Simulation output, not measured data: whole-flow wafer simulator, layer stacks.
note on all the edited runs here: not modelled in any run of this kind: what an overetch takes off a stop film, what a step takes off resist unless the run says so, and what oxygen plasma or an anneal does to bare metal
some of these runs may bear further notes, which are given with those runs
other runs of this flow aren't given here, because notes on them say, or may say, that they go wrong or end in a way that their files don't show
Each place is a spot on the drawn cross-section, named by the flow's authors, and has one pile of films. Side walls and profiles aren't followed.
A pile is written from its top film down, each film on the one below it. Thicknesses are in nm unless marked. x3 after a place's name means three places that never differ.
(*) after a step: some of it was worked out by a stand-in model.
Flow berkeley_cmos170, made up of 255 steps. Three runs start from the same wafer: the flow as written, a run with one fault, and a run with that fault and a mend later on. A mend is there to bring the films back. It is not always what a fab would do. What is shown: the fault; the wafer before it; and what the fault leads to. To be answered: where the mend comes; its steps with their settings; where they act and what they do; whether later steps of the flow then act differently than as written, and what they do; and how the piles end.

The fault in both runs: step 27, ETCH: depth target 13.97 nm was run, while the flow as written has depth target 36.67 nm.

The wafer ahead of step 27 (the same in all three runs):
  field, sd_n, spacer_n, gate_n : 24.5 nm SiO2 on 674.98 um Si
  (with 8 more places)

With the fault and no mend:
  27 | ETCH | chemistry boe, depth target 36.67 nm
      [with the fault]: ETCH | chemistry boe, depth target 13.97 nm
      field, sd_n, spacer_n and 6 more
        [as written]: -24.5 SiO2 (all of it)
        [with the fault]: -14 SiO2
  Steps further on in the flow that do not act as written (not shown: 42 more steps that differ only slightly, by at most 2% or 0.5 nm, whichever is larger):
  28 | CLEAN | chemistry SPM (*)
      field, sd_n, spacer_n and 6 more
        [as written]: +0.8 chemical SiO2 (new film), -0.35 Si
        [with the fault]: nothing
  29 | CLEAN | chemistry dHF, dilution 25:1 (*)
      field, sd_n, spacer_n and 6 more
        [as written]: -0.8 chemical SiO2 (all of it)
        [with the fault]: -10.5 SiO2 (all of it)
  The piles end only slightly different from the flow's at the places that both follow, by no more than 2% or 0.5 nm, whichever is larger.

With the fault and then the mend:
  The mend stands after step 27.
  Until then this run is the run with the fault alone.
  27a | ETCH | chemistry boe, depth target 22.7 nm (a further turn of the flow's step 27, with different settings)
      field, sd_n, spacer_n and 6 more
        -10.5 SiO2 (all of it)
  None of the later steps of the flow acts differently than as written at any place that is followed.
  At every place that both follow, the piles at the end match the flow's.
